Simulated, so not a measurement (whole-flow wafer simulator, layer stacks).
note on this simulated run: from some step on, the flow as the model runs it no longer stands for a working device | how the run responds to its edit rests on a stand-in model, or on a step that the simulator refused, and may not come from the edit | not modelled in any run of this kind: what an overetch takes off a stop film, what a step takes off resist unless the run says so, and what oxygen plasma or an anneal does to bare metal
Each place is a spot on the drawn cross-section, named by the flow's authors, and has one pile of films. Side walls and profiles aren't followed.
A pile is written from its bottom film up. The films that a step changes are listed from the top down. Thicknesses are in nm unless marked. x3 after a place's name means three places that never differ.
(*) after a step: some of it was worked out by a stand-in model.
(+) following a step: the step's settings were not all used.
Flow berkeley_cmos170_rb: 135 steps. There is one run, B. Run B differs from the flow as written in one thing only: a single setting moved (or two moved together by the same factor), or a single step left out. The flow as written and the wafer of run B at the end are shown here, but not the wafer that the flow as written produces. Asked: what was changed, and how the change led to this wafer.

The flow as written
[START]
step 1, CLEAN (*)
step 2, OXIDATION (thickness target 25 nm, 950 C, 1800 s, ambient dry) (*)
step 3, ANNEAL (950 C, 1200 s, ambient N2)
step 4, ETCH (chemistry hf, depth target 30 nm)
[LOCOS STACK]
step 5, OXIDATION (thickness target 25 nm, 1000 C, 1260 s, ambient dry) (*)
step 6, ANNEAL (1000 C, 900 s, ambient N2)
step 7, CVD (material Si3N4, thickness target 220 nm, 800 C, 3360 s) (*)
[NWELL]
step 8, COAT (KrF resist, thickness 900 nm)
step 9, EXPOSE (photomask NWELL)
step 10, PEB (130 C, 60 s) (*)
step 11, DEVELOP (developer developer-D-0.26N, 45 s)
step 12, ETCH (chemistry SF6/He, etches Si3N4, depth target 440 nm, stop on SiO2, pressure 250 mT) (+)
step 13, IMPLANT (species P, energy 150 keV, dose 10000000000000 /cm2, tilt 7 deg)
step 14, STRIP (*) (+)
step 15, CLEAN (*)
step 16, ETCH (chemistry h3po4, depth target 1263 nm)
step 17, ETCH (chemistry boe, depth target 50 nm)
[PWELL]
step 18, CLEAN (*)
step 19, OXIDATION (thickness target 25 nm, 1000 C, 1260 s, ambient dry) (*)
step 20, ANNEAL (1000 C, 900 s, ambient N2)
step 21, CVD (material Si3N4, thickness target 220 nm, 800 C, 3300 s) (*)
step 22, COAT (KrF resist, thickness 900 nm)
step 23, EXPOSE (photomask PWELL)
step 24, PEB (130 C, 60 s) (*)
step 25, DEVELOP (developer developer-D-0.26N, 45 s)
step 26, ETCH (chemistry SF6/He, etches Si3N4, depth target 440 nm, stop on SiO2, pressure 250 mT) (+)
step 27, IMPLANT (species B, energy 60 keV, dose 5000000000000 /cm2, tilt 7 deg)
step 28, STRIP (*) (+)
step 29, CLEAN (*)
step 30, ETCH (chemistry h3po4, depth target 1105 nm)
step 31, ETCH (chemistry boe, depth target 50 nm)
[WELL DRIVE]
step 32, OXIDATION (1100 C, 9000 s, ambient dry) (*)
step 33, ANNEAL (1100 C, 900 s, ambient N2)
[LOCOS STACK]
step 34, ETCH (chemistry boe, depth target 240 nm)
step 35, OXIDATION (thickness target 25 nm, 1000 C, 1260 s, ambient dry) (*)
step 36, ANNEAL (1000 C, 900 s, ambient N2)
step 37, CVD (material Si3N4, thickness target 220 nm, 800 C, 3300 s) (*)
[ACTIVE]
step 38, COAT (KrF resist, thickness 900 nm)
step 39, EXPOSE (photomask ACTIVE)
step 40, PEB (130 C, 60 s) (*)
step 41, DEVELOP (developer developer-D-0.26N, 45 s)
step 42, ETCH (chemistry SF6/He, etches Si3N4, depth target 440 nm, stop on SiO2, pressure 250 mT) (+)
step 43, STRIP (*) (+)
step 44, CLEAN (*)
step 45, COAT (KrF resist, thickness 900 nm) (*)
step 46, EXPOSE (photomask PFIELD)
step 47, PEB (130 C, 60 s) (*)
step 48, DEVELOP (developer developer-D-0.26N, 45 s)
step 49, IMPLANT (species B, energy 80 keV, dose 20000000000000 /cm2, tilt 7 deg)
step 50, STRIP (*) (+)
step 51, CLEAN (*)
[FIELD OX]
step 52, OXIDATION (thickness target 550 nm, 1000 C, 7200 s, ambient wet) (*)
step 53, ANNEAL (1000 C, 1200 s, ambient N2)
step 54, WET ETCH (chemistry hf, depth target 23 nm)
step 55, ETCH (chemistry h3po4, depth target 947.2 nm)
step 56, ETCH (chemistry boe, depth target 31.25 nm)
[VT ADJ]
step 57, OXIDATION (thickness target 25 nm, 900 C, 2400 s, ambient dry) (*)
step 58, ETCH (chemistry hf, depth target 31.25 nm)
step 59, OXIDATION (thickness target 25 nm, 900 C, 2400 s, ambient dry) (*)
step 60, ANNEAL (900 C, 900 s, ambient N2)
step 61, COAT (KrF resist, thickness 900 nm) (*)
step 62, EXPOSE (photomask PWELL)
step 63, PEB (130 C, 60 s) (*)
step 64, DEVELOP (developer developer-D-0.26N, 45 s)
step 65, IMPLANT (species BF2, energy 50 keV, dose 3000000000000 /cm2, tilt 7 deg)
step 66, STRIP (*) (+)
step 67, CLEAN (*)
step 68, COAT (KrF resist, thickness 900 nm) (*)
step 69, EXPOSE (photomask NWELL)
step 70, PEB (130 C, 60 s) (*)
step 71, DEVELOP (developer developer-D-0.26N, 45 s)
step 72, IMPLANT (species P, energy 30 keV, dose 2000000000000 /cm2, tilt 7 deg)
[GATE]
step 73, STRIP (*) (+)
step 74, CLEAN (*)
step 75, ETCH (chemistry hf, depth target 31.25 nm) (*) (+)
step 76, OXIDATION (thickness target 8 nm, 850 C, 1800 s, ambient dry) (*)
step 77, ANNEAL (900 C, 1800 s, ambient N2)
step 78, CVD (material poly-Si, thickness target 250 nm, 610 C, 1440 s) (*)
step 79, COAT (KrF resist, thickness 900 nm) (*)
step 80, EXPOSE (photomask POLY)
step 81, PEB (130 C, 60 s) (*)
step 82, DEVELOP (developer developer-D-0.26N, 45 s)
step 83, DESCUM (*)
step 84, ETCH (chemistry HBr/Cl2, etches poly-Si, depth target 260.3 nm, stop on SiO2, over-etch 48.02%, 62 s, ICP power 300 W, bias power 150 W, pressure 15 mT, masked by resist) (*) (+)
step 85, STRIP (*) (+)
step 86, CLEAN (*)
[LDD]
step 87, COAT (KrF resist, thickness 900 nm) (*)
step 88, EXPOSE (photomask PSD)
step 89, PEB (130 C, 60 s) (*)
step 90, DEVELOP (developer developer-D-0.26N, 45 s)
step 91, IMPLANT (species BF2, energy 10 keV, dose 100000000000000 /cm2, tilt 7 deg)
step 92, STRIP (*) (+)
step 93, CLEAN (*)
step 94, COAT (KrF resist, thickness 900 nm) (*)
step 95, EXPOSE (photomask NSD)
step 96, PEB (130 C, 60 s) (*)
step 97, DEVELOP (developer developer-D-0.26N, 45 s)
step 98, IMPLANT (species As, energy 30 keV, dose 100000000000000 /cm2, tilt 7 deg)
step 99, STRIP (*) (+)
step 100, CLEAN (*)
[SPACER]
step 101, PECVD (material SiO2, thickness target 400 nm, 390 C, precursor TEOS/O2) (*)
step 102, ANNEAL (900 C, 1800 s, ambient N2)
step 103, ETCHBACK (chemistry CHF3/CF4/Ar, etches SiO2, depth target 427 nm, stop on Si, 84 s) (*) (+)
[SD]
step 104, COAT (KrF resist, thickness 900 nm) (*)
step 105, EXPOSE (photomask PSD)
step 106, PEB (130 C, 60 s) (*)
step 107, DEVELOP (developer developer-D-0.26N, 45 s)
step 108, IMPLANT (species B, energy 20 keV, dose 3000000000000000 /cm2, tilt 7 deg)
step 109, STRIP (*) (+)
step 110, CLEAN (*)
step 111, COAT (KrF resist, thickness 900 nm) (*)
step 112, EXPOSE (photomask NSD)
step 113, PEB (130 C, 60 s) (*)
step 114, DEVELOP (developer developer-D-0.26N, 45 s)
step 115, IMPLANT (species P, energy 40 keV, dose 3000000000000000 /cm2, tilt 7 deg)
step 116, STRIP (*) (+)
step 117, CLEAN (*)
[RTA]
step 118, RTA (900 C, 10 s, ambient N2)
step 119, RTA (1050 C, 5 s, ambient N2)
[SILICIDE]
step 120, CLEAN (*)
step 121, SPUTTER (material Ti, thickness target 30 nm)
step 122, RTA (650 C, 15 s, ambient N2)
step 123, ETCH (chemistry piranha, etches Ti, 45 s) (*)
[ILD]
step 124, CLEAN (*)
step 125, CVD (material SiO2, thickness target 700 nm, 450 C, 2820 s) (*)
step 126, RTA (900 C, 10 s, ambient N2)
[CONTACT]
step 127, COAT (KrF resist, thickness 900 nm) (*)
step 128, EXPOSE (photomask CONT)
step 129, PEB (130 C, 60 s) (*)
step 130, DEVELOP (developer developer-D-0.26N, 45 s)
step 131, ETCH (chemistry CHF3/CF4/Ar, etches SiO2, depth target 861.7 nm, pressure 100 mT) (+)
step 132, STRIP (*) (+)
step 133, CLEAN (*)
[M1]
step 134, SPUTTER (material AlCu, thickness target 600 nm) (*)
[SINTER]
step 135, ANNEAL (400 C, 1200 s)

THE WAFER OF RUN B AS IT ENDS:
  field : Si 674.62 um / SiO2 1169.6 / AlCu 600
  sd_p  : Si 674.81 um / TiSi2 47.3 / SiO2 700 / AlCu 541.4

What caused this: step 58, ETCH: depth target 19.84 nm was run, while the flow as written has depth target 31.25 nm.

The path from the change to this, step by step:
  step 58, ETCH (chemistry hf, depth target 31.25 nm)
      field: -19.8 SiO2 (as written it would have been: -31.2 SiO2)
  step 121, SPUTTER (material Ti, thickness target 30 nm)
      sd_p: +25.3 Ti (new film) (as written it would have been: +27.1 Ti (new film))
  step 122, RTA (650 C, 15 s, ambient N2)
      sd_p: -19.7 Ti, +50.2 TiSi2 C49 (new film), -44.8 Si (as written it would have been: -21.1 Ti, +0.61 TiSi first (new film), +52.9 TiSi2 C49 (new film), -47.6 Si)
  step 126, RTA (900 C, 10 s, ambient N2)
      sd_p: under 1 film: +47.3 TiSi2 (new film), -50.2 TiSi2 C49 (all of it) (as written it would have been: under 1 film: +50.7 TiSi2 (new film), -0.61 TiSi first (all of it), -52.9 TiSi2 C49 (all of it), -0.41 Si)
